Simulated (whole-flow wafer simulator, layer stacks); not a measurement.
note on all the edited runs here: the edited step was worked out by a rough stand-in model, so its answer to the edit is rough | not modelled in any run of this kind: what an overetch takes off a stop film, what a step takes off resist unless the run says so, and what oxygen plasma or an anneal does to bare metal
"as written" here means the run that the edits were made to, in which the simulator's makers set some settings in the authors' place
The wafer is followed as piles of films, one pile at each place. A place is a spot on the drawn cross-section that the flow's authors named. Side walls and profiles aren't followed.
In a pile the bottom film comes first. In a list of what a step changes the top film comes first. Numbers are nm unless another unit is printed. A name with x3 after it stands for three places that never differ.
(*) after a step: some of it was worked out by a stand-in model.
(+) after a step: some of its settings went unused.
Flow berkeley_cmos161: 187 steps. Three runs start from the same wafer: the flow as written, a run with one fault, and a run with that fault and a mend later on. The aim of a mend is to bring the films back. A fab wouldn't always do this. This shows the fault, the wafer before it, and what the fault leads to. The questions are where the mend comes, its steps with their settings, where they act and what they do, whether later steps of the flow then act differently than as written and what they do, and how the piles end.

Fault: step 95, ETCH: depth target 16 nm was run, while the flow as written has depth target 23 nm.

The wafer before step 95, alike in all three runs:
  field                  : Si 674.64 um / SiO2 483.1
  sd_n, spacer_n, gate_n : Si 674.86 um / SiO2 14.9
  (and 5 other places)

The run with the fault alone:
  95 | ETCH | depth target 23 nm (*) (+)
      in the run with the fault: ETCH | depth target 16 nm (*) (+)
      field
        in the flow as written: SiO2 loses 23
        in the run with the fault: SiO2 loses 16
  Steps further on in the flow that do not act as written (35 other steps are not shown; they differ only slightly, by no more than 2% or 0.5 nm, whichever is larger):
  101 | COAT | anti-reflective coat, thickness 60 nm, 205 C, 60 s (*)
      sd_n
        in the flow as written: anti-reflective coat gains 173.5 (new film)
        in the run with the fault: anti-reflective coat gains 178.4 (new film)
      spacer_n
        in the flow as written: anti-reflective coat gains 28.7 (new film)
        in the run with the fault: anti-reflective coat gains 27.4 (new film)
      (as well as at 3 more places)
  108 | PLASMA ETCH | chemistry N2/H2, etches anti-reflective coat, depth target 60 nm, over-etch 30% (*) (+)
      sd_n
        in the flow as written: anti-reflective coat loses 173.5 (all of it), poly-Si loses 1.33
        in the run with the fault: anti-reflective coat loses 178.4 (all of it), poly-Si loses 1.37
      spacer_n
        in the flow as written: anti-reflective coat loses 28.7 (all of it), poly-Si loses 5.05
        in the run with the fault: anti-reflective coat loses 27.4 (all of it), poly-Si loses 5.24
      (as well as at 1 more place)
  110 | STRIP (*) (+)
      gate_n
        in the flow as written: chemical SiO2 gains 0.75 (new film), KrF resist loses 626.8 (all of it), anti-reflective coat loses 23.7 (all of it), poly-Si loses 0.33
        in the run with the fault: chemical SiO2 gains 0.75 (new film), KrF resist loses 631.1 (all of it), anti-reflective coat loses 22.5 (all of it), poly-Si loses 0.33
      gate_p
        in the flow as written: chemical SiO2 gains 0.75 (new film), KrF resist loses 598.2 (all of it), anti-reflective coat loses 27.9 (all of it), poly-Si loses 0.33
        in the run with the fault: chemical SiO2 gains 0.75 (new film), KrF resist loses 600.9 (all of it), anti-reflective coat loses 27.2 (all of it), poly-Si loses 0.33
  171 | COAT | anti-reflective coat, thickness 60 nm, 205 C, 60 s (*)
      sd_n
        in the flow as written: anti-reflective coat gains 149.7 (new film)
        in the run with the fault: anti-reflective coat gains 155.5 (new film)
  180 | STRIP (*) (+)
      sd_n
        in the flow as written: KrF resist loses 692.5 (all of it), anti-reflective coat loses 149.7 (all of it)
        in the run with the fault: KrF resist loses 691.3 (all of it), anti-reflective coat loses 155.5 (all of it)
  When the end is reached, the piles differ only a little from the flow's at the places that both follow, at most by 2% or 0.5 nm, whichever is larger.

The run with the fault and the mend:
  The mend stands after step 95.
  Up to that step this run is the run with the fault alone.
  95a | ETCH | depth target 7 nm (*) (+) (a further turn of the flow's step 95, with different settings)
      field
        SiO2 loses 7
  Every later step of the flow that is run acts as written at every place that is followed.
  The piles end the same as the flow's at every place that both follow.
